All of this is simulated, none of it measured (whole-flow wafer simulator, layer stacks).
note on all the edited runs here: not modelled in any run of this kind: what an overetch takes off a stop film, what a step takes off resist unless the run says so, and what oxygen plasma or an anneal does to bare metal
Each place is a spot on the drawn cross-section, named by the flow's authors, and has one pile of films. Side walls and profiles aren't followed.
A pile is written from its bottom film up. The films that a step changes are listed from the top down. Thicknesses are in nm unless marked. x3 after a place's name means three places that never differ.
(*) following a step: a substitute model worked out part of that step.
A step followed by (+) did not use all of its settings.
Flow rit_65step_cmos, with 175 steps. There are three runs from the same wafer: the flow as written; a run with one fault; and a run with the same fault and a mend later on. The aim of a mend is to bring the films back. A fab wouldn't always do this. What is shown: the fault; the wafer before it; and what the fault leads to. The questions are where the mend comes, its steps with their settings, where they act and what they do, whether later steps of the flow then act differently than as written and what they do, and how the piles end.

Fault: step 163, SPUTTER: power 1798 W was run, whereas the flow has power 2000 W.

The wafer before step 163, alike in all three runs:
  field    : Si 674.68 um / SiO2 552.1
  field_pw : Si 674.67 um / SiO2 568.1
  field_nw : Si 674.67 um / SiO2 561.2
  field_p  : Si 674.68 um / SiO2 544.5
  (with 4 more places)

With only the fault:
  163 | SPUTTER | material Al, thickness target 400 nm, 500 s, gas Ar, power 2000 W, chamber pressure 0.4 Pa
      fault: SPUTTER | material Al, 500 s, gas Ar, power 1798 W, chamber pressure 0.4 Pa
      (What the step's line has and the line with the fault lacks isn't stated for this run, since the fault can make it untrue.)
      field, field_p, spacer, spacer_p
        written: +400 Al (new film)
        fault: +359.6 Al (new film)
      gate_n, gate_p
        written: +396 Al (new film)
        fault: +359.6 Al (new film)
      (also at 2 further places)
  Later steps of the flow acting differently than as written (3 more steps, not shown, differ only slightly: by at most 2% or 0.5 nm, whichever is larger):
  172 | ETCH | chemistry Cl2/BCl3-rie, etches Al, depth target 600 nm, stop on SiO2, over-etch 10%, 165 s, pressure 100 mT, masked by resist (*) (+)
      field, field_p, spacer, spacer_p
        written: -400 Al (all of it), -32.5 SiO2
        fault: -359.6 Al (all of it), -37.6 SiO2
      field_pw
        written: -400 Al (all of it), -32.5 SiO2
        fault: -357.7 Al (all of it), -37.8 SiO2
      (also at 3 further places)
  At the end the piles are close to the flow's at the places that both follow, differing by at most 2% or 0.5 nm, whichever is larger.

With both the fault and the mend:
  The mend follows step 164.
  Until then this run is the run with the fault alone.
  164a | SPUTTER | material Al, thickness target 40 nm, 50 s, gas Ar, power 2000 W, chamber pressure 0.4 Pa (the flow's step 163, run once more with other settings)
      field, field_pw, field_nw, field_p, spacer, spacer_p
        +40 Al
      gate_n, gate_p
        +39.2 Al
  Every later step of the flow that is run acts as written, at every place that is followed, to within 2% or 0.5 nm, whichever is larger.
  At the end the piles are close to the flow's at the places that both follow, differing by at most 2% or 0.5 nm, whichever is larger.
